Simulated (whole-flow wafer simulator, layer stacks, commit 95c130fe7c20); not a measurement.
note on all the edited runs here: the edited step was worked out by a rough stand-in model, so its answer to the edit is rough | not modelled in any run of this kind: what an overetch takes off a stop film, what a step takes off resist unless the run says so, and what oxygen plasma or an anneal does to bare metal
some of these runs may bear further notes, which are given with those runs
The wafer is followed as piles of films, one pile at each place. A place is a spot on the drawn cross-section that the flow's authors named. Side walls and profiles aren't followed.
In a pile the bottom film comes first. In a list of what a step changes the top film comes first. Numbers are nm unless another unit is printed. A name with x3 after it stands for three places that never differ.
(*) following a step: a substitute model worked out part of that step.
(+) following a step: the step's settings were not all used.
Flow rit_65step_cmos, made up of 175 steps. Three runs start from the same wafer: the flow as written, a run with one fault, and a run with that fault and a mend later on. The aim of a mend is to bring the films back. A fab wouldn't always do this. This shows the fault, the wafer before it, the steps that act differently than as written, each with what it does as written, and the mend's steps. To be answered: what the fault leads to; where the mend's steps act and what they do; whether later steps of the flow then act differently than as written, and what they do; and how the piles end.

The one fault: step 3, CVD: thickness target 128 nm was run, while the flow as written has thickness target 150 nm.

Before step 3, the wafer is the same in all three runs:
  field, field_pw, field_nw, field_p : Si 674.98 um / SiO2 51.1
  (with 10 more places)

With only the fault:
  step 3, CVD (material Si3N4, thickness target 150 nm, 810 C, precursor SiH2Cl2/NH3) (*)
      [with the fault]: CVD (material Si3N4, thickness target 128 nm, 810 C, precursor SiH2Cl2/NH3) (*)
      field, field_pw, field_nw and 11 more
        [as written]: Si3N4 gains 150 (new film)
        [with the fault]: Si3N4 gains 128 (new film)
  Later steps of the flow acting differently than as written (not shown: 57 more steps that differ only slightly, by at most 2% or 0.5 nm, whichever is larger):
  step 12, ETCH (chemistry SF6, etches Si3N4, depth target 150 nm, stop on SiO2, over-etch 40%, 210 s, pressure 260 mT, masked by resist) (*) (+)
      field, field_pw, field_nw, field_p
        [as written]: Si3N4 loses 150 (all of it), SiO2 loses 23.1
        [with the fault]: Si3N4 loses 128 (all of it), SiO2 loses 31.5
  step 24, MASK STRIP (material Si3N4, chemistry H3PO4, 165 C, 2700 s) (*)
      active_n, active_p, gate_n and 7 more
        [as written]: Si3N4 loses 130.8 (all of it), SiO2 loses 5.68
        [with the fault]: Si3N4 loses 108.8 (all of it), SiO2 loses 6.52
  When the end is reached, the piles differ only a little from the flow's at the places that both follow, at most by 2% or 0.5 nm, whichever is larger.

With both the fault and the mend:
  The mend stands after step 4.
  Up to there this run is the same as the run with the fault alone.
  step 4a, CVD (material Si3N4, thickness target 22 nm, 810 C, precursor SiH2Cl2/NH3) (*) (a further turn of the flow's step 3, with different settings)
      field, field_pw, field_nw and 11 more
        Si3N4 gains 22
  None of the later steps of the flow acts differently than as written at any place that is followed.
  The piles end the same as the flow's at every place that both follow.
